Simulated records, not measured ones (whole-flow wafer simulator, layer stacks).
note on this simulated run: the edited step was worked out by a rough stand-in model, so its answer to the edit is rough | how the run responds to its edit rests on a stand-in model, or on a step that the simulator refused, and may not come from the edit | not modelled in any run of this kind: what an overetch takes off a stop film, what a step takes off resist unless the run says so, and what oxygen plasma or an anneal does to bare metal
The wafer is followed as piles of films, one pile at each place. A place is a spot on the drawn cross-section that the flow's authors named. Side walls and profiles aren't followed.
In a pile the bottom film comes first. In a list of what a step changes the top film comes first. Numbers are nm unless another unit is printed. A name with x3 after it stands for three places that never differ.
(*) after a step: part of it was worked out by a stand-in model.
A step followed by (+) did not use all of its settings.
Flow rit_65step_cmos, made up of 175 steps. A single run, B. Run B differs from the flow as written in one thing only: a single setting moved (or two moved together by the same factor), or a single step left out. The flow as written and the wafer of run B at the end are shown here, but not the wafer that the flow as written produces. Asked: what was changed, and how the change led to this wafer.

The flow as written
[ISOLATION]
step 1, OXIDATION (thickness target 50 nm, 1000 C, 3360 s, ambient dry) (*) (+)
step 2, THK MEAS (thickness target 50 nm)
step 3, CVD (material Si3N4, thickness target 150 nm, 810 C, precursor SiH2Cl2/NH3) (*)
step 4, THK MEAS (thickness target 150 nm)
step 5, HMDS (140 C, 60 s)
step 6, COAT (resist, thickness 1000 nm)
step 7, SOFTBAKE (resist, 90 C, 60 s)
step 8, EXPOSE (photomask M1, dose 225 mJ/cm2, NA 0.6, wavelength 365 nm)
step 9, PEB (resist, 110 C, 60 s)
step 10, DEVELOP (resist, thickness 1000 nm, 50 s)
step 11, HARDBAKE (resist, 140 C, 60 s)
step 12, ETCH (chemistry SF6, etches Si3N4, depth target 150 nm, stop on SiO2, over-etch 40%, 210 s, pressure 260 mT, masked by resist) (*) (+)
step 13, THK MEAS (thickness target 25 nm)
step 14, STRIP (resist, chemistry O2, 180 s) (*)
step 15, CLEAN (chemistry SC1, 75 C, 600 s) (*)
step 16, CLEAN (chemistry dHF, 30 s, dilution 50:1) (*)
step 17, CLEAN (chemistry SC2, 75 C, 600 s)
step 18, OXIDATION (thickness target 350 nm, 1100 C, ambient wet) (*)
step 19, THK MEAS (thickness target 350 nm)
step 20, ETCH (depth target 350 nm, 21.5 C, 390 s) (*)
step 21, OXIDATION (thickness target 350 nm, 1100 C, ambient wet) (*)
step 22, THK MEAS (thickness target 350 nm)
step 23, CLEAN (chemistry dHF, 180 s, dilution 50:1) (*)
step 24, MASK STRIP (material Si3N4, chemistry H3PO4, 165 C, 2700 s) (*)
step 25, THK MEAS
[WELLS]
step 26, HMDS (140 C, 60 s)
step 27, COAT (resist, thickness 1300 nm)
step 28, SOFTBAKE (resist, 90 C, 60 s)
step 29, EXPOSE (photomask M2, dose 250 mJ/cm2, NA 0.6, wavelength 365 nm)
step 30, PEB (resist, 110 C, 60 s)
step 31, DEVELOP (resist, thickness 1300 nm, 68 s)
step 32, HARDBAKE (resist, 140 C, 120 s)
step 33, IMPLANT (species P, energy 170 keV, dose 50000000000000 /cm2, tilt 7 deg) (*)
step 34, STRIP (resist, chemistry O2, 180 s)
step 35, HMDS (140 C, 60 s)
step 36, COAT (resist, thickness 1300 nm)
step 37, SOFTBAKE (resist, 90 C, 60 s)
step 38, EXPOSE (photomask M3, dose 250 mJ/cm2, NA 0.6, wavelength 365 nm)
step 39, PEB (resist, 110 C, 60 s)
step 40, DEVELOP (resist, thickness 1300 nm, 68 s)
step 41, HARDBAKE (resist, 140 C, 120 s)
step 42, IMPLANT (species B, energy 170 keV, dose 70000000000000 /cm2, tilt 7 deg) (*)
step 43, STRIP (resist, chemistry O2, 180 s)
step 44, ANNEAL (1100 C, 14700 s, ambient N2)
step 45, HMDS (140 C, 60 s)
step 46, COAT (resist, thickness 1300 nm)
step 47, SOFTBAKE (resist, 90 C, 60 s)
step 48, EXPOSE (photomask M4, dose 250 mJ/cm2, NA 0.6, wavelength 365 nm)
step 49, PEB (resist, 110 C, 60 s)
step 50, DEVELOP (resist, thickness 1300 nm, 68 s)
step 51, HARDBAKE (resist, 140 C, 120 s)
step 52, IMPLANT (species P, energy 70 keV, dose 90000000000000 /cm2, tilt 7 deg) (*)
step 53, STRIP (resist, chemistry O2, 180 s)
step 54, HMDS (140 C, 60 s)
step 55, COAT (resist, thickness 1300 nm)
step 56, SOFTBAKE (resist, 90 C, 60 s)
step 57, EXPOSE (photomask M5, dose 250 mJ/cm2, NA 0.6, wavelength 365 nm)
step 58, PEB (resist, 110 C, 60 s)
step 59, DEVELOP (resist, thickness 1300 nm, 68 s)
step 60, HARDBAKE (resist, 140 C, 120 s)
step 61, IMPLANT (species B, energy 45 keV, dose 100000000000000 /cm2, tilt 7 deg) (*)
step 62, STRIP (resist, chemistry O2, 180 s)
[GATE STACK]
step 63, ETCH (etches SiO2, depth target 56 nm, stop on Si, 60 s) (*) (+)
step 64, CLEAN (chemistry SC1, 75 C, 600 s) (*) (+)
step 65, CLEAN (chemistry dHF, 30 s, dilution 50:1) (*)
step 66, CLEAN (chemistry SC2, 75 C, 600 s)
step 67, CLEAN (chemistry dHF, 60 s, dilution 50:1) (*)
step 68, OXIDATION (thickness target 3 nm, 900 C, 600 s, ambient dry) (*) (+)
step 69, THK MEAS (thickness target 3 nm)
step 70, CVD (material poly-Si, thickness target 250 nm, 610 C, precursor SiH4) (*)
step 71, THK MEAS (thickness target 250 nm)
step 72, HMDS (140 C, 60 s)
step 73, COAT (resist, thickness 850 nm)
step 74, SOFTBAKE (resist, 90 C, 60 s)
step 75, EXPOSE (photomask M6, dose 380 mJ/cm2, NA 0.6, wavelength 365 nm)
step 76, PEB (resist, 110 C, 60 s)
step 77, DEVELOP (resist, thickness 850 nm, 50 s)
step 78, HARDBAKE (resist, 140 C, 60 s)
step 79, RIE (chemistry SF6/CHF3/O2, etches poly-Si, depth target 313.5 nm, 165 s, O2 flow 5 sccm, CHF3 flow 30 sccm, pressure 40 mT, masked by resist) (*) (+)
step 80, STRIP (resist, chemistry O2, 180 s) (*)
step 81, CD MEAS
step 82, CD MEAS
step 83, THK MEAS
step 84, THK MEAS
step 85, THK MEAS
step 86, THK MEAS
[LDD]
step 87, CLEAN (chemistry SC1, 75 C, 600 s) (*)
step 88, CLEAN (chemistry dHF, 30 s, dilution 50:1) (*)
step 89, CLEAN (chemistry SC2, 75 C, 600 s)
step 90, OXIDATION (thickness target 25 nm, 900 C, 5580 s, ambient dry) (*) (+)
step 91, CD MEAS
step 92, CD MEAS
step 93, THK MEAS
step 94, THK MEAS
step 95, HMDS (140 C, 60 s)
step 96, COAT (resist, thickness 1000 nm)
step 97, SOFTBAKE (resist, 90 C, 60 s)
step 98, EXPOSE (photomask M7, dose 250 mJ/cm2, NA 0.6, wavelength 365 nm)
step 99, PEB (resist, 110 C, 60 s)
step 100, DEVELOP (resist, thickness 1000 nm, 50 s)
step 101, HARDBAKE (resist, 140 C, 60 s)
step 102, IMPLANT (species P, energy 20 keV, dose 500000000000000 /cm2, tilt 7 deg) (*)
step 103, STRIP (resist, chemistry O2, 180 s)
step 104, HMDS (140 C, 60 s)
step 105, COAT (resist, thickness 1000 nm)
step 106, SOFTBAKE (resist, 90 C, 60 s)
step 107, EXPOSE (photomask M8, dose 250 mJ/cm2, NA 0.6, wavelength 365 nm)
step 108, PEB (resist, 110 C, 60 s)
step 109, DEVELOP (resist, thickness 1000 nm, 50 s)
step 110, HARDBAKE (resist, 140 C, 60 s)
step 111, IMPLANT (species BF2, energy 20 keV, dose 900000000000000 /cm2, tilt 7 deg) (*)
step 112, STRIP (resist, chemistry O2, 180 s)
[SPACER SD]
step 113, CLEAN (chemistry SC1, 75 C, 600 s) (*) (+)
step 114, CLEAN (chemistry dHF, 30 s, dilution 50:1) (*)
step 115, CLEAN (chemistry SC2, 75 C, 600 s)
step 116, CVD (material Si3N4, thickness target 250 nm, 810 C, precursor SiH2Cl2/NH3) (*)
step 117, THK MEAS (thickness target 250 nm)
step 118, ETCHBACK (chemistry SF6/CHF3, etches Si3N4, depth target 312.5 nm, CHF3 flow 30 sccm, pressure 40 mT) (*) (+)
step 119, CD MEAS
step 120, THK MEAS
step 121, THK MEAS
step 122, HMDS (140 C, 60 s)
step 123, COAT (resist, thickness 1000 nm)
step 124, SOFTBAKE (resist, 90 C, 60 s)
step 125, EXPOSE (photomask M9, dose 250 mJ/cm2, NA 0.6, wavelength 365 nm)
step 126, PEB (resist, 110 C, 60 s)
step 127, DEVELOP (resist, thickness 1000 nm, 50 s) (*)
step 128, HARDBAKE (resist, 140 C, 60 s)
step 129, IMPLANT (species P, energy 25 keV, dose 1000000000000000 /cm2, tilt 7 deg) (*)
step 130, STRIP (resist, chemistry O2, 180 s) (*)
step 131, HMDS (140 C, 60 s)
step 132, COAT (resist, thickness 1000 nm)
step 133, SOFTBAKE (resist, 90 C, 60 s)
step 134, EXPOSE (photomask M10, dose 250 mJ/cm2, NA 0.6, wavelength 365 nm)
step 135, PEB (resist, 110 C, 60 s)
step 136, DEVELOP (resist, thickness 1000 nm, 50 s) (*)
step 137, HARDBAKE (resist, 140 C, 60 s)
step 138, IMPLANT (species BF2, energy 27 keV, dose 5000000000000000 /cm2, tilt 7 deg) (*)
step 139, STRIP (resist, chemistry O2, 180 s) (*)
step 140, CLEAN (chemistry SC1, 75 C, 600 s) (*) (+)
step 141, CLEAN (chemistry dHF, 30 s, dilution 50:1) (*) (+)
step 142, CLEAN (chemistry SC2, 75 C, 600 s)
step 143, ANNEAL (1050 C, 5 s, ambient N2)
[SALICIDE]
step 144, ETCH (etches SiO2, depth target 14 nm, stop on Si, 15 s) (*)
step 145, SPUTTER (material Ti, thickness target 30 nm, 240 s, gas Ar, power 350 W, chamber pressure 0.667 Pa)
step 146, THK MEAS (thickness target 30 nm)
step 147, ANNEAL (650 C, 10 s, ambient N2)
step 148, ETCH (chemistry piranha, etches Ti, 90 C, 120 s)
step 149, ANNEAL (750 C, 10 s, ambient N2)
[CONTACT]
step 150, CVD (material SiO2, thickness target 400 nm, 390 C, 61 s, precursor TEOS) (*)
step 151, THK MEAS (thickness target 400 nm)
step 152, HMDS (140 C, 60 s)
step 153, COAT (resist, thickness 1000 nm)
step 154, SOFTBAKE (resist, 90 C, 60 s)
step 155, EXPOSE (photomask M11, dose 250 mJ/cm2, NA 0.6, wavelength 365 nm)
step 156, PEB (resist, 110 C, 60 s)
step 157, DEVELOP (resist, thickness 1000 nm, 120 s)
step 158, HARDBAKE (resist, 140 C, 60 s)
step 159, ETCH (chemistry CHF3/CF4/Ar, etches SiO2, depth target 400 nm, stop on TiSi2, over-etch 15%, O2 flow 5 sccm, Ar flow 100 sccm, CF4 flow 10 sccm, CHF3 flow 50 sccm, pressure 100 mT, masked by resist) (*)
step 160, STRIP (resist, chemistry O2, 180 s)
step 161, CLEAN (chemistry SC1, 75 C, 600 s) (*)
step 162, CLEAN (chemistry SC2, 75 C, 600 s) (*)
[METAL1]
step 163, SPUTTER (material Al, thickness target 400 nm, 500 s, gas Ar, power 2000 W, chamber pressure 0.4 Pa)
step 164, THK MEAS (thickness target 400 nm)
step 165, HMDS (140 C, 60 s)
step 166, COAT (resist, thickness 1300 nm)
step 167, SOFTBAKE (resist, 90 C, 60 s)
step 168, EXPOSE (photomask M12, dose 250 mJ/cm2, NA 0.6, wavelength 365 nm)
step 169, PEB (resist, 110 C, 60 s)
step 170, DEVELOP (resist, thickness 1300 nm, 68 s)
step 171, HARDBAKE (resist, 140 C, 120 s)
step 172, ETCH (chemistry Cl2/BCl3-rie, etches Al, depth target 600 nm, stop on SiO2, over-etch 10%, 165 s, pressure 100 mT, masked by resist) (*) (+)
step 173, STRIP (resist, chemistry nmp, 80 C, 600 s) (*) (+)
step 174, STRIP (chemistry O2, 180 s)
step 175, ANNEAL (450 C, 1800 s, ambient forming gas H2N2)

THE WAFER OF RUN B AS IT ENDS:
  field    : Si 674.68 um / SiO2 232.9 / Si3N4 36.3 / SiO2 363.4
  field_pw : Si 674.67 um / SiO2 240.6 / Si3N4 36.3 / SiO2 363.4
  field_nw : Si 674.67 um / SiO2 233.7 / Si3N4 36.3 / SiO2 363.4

What caused this: step 116, CVD: thickness target 350 nm was run, while the flow as written has thickness target 250 nm.

How this came from the change, step by step:
  step 116, CVD (material Si3N4, thickness target 250 nm, 810 C, precursor SiH2Cl2/NH3) (*)
      field, field_pw, field_nw and 11 more: Si3N4 gains 350 (new film) (as written it would have been: Si3N4 gains 250 (new film))
  step 118, ETCHBACK (chemistry SF6/CHF3, etches Si3N4, depth target 312.5 nm, CHF3 flow 30 sccm, pressure 40 mT) (*) (+)
      field, field_pw, field_nw, field_p: Si3N4 loses 312.5 (as written it would have been: Si3N4 loses 250 (all of it), SiO2 loses 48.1)
      gate_n: Si3N4 loses 312.5 (as written it would have been: Si3N4 loses 250 (all of it), SiO2 loses 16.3 (all of it), poly-Si loses 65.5)
      (also at 3 further places)
  step 123, COAT (resist, thickness 1000 nm)
      field: resist gains 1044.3 (new film) (as written it would have been: resist gains 1066.4 (new film))
      field_p: resist gains 1051.4 (new film) (as written it would have been: resist gains 1073.5 (new film))
      (also at 4 further places)
  step 126, PEB (resist, 110 C, 60 s)
      gate_n, gate_p: resist loses 40 (as written it would have been: resist loses 43.1)
      field: resist loses 54.3 (as written it would have been: resist loses 55.6)
      (also at 3 further places)
  step 127, DEVELOP (resist, thickness 1000 nm, 50 s) (*)
      field: resist loses 990 (all of it) (as written it would have been: resist loses 1010.9 (all of it))
      gate_n: resist loses 737.7 (all of it) (as written it would have been: resist loses 791.9 (all of it))
      (also at 1 further place)
  step 128, HARDBAKE (resist, 140 C, 60 s)
      field_nw: resist loses 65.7 (as written it would have been: resist loses 67.1)
      field_p: resist loses 67.2 (as written it would have been: resist loses 68.8)
      (also at 2 further places)
  step 130, STRIP (resist, chemistry O2, 180 s) (*)
      gate_n: nothing (as written it would have been: chemical SiO2 gains 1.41 (new film), poly-Si loses 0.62)
      gate_p: resist loses 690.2 (all of it) (as written it would have been: chemical SiO2 gains 1.31 (new film), resist loses 741.1 (all of it), poly-Si loses 0.58)
      (also at 2 further places)
  step 132, COAT (resist, thickness 1000 nm)
      field: resist gains 1044.3 (new film) (as written it would have been: resist gains 1067 (new film))
      field_p: resist gains 1051.4 (new film) (as written it would have been: resist gains 1074 (new film))
      (also at 4 further places)
  step 135, PEB (resist, 110 C, 60 s)
      gate_n, gate_p: resist loses 40 (as written it would have been: resist loses 43.1)
      spacer, spacer_p: resist loses 53.7 (as written it would have been: resist loses 42)
      (also at 2 further places)
  step 136, DEVELOP (resist, thickness 1000 nm, 50 s) (*)
      field_p: resist loses 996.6 (all of it) (as written it would have been: resist loses 1018 (all of it))
      gate_p: resist loses 738 (all of it) (as written it would have been: resist loses 792.8 (all of it))
      (also at 1 further place)
  step 137, HARDBAKE (resist, 140 C, 60 s)
      field: resist loses 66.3 (as written it would have been: resist loses 68.3)
      field_nw: resist loses 65.7 (as written it would have been: resist loses 67.1)
      (also at 2 further places)
  step 139, STRIP (resist, chemistry O2, 180 s) (*)
      gate_n: resist loses 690 (all of it) (as written it would have been: resist loses 740 (all of it), chemical SiO2 gains 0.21, poly-Si loses 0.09)
      field: resist loses 923.7 (all of it) (as written it would have been: resist loses 943.1 (all of it))
      (also at 1 further place)
  step 140, CLEAN (chemistry SC1, 75 C, 600 s) (*) (+)
      field, field_pw, field_nw, field_p: Si3N4 loses 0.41 (as written it would have been: SiO2 loses 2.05)
      gate_n, gate_p: Si3N4 loses 0.41 (as written it would have been: chemical SiO2 loses 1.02, poly-Si loses 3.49)
  step 141, CLEAN (chemistry dHF, 30 s, dilution 50:1) (*) (+)
      field, field_p: Si3N4 loses 0.43 (as written it would have been: SiO2 loses 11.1)
      field_pw, field_nw: Si3N4 loses 0.43 (as written it would have been: SiO2 loses 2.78)
      (also at 2 further places)
  step 144, ETCH (etches SiO2, depth target 14 nm, stop on Si, 15 s) (*)
      field, field_pw, field_nw, field_p: Si3N4 loses 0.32 (as written it would have been: SiO2 loses 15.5)
  step 145, SPUTTER (material Ti, thickness target 30 nm, 240 s, gas Ar, power 350 W, chamber pressure 0.667 Pa)
      gate_n: Ti gains 30 (new film) (as written it would have been: Ti gains 27.3 (new film))
      gate_p: Ti gains 30 (new film) (as written it would have been: Ti gains 27.2 (new film))
  ... 10 further steps ...
  step 170, DEVELOP (resist, thickness 1300 nm, 68 s)
      field: resist loses 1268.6 (all of it) (as written it would have been: resist loses 1316.6 (all of it))
      field_pw: resist loses 1256.7 (all of it) (as written it would have been: resist loses 1285.5 (all of it))
      (also at 6 further places)
